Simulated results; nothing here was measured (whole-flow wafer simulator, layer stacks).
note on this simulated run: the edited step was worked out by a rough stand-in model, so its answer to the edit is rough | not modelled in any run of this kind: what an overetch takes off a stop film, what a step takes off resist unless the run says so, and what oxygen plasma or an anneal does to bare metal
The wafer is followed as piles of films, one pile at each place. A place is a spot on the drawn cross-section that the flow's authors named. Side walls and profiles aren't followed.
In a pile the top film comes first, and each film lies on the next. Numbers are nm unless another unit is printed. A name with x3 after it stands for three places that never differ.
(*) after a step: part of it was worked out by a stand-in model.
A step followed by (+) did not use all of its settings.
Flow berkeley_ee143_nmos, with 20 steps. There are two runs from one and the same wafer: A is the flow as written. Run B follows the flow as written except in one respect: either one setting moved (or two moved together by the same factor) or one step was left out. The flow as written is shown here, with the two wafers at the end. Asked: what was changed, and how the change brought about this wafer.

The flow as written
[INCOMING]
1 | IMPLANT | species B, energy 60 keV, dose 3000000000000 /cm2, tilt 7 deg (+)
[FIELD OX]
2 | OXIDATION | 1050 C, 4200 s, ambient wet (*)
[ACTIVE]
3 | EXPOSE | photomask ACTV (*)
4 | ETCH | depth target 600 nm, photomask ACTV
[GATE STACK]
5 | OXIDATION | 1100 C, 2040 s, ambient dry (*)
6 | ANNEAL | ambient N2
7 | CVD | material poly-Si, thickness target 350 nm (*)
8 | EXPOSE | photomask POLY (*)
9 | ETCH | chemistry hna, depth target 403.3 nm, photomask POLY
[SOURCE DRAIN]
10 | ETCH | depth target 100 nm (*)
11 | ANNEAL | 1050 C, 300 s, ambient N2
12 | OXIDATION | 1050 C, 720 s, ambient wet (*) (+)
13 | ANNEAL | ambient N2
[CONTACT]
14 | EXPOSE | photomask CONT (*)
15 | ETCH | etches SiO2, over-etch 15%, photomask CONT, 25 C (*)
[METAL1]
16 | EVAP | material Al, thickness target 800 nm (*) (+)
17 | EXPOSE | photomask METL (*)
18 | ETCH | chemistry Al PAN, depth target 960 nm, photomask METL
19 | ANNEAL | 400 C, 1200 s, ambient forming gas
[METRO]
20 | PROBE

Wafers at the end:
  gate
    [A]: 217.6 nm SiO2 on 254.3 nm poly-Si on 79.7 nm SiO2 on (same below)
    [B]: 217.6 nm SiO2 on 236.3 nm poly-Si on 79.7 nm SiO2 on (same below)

Cause: step 7, CVD: thickness target 332 nm was run, though the flow has thickness target 350 nm.

The path from the change to this, step by step:
  7 | CVD | material poly-Si, thickness target 350 nm (*)
      gate, sd, contact, field: A +350 poly-Si (new film) | B +332 poly-Si (new film)
  9 | ETCH | chemistry hna, depth target 403.3 nm, photomask POLY
      sd, contact, field: A -350 poly-Si (all of it) | B -332 poly-Si (all of it)
